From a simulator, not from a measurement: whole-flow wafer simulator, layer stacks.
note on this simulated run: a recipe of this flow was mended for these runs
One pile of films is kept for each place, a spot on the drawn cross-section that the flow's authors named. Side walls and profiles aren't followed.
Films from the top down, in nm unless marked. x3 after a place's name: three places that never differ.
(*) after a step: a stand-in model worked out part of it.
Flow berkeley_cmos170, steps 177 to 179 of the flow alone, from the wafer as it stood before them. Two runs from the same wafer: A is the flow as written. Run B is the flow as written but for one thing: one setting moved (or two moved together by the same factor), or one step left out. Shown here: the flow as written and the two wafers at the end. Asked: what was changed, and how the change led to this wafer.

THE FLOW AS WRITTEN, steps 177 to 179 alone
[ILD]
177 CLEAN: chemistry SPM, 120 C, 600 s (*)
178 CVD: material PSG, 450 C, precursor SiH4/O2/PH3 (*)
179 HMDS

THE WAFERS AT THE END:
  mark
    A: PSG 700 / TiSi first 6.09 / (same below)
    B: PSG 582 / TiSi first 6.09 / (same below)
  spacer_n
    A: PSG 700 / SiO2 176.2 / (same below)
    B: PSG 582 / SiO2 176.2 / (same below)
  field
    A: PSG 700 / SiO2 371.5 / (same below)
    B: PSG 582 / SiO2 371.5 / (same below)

The cause: step 178, CVD: 423 C was run, where the flow has 450 C.

How the change led to this, step by step:
  178 CVD: material PSG, 450 C, precursor SiH4/O2/PH3 (*)
      field, mark, sd_n and 10 more: A PSG +700 (new film) | B PSG +582 (new film)
